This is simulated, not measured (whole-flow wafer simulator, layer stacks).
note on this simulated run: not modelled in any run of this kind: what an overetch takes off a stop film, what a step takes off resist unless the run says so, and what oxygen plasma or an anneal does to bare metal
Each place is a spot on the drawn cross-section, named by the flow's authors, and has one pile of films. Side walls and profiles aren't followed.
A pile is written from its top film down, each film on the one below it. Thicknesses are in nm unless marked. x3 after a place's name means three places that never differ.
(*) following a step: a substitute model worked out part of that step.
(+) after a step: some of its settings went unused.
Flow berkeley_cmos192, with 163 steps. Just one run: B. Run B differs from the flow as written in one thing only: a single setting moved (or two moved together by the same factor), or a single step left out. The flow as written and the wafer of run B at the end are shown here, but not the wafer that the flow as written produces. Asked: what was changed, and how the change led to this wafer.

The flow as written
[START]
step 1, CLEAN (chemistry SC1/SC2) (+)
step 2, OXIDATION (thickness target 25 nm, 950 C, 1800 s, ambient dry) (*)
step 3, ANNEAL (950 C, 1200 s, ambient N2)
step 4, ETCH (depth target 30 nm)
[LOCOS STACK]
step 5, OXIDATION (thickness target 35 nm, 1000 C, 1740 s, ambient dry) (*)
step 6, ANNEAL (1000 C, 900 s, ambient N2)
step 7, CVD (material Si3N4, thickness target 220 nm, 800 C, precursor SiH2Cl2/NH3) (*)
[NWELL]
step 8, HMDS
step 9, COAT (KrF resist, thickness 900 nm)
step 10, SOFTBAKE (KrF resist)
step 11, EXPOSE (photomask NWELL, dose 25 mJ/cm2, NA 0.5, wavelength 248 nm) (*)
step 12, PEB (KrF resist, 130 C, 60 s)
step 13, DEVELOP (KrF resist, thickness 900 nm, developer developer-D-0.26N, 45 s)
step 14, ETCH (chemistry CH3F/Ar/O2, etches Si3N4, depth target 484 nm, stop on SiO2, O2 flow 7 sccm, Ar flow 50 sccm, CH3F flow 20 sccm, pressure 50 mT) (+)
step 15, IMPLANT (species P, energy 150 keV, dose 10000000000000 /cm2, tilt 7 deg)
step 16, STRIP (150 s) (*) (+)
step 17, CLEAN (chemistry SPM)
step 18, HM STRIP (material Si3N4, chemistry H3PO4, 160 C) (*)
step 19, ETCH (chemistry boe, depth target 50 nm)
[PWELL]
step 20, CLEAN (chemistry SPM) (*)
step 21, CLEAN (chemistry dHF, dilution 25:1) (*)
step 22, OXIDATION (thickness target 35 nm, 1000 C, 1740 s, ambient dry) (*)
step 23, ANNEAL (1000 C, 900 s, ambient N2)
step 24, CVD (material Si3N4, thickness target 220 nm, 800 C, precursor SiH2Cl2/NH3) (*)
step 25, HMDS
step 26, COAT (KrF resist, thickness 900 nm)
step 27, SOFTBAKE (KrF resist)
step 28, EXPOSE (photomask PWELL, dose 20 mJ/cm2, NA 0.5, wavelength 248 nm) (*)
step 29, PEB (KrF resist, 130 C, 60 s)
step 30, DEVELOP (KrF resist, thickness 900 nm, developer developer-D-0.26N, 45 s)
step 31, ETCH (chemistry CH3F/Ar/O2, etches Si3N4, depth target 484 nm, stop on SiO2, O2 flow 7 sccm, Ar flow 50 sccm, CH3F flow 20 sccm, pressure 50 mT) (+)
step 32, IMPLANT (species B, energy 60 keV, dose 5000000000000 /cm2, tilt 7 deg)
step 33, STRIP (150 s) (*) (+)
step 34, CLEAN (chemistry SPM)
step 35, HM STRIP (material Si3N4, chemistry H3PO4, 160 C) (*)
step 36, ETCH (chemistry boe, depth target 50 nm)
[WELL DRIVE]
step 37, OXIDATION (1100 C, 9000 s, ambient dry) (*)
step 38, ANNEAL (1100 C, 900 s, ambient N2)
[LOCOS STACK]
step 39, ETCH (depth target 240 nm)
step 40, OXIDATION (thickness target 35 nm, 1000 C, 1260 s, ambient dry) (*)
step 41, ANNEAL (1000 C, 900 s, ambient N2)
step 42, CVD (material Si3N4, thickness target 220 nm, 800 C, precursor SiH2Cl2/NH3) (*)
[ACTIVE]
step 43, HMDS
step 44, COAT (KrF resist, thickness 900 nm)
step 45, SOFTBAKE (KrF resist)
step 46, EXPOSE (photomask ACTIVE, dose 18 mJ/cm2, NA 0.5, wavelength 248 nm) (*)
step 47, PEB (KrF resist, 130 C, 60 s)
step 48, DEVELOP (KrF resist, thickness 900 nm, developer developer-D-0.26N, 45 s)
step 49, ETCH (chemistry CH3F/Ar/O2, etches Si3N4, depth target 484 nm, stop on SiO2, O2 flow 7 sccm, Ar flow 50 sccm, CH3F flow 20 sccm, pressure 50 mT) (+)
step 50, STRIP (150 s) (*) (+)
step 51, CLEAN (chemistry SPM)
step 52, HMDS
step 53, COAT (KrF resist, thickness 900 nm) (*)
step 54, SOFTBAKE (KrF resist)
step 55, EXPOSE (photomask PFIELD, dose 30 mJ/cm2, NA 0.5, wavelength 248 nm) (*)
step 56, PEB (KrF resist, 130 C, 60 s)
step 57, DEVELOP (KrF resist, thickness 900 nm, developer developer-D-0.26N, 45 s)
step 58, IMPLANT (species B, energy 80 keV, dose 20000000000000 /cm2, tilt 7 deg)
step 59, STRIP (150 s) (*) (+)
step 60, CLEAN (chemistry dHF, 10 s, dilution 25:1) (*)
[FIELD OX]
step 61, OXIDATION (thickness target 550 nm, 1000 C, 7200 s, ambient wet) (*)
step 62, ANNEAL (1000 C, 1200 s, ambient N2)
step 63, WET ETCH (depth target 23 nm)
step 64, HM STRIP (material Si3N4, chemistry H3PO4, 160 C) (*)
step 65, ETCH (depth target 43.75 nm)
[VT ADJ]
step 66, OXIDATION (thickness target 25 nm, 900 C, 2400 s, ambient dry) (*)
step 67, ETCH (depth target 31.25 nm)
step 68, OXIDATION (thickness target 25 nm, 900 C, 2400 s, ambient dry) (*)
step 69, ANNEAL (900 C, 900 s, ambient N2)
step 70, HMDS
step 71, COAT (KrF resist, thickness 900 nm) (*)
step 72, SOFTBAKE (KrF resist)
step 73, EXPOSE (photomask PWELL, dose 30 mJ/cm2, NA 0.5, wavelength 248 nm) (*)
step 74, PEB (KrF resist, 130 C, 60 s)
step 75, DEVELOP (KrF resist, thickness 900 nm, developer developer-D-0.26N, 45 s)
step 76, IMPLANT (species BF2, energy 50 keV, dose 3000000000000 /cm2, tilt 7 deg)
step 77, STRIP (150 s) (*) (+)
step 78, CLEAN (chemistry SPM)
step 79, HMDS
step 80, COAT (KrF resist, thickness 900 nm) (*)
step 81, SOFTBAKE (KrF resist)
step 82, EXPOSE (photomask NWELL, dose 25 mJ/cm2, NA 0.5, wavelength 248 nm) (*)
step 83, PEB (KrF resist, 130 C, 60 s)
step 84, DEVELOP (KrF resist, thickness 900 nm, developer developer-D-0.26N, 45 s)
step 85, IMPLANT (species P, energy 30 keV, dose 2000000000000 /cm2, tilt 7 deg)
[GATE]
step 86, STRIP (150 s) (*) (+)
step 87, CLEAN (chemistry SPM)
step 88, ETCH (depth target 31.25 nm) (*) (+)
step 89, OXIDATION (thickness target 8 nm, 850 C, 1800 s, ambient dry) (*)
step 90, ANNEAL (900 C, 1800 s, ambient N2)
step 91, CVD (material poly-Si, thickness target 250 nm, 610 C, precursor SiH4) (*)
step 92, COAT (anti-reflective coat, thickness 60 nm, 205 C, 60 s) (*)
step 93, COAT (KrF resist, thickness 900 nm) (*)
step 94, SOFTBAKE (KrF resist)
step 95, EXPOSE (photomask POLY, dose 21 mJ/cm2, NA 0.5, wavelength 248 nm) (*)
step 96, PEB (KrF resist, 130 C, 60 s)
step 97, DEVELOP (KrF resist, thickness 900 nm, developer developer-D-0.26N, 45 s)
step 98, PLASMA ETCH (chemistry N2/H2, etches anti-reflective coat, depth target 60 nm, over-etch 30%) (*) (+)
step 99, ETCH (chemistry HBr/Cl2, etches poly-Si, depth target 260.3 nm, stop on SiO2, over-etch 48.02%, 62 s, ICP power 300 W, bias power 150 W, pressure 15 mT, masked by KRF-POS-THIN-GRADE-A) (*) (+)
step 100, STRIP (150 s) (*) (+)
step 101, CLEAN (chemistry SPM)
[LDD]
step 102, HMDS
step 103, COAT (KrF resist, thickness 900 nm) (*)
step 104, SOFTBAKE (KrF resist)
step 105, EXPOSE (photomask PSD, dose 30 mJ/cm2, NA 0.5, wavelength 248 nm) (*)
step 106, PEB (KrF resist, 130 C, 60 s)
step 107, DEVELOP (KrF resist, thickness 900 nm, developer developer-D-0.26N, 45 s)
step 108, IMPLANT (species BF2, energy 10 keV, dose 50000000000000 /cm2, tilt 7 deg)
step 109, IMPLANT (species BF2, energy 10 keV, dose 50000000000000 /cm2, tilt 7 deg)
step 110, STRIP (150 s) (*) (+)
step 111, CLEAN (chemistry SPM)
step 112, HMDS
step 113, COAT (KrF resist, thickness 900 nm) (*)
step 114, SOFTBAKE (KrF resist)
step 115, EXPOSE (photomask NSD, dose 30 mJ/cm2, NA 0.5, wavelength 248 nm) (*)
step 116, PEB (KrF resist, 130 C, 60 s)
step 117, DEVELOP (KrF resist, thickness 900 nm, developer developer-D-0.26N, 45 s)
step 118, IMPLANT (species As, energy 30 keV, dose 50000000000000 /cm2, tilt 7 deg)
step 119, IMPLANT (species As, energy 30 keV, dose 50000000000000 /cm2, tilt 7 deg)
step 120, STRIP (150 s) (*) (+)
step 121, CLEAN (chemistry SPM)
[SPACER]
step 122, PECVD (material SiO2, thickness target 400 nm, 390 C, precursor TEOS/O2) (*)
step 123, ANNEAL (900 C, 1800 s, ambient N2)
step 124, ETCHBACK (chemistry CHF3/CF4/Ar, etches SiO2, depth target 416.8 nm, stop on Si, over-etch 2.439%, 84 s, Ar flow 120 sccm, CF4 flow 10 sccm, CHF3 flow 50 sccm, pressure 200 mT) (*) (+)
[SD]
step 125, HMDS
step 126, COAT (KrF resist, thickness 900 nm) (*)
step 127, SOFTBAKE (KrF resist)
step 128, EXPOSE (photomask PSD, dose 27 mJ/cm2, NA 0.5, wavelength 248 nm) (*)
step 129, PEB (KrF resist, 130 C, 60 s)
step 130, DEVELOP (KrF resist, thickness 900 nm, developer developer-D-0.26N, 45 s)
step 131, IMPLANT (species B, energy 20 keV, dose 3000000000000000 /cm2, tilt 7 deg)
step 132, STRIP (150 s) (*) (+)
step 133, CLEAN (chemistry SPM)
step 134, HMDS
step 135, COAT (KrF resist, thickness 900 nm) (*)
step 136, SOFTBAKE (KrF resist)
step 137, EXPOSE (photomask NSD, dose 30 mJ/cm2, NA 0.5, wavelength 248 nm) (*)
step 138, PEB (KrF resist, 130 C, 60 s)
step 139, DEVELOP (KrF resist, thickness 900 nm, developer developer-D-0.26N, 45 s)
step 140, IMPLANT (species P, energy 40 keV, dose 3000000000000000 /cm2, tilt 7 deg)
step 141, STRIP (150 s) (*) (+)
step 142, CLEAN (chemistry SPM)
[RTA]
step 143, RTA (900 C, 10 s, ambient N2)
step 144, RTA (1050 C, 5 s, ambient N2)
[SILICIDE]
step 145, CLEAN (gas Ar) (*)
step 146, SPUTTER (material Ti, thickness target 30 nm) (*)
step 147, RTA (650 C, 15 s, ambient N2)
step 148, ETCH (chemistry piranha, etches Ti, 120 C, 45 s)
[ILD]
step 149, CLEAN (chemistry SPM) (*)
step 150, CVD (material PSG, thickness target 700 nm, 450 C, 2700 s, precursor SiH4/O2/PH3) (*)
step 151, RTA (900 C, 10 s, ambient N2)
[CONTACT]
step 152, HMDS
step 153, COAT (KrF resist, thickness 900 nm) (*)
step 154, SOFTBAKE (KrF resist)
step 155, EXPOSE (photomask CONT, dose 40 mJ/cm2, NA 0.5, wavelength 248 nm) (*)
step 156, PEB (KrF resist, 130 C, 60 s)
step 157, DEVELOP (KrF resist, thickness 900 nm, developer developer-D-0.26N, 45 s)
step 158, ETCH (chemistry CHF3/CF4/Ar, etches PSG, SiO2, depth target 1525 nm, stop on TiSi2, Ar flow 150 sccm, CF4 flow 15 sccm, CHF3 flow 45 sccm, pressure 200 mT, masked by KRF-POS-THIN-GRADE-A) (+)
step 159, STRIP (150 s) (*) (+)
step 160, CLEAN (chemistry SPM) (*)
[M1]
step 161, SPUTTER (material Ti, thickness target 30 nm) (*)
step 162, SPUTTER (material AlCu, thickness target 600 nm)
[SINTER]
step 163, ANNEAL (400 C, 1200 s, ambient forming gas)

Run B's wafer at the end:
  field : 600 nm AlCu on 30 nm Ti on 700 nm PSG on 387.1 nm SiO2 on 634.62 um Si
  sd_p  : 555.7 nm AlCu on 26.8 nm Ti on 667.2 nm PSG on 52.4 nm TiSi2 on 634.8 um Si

What caused this: step 63, WET ETCH: depth target 31 nm was run, though the flow has depth target 23 nm.

How this came from the change, step by step:
  step 63, WET ETCH (depth target 23 nm)
      field: -31 SiO2 (as written it would have been: -23 SiO2)
  step 92, COAT (anti-reflective coat, thickness 60 nm, 205 C, 60 s) (*)
      sd_n: +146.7 anti-reflective coat (new film) (as written it would have been: +152.4 anti-reflective coat (new film))
      spacer_n: +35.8 anti-reflective coat (new film) (as written it would have been: +33.8 anti-reflective coat (new film))
      (and at 4 other places as well)
  step 98, PLASMA ETCH (chemistry N2/H2, etches anti-reflective coat, depth target 60 nm, over-etch 30%) (*) (+)
      sd_n: -146.7 anti-reflective coat (all of it), -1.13 poly-Si (as written it would have been: -152.4 anti-reflective coat (all of it), -1.17 poly-Si)
      spacer_n: -35.8 anti-reflective coat (all of it), -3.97 poly-Si (as written it would have been: -33.8 anti-reflective coat (all of it), -4.21 poly-Si)
      (and at 2 other places as well)
  step 100, STRIP (150 s) (*) (+)
      gate: +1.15 chemical SiO2 (new film), -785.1 KrF resist (all of it), -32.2 anti-reflective coat (all of it), -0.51 poly-Si (as written it would have been: +1.15 chemical SiO2 (new film), -791.8 KrF resist (all of it), -30 anti-reflective coat (all of it), -0.51 poly-Si)
      gate_p: +1.15 chemical SiO2 (new film), -760.6 KrF resist (all of it), -32.6 anti-reflective coat (all of it), -0.51 poly-Si (as written it would have been: +1.15 chemical SiO2 (new film), -765.1 KrF resist (all of it), -31 anti-reflective coat (all of it), -0.51 poly-Si)
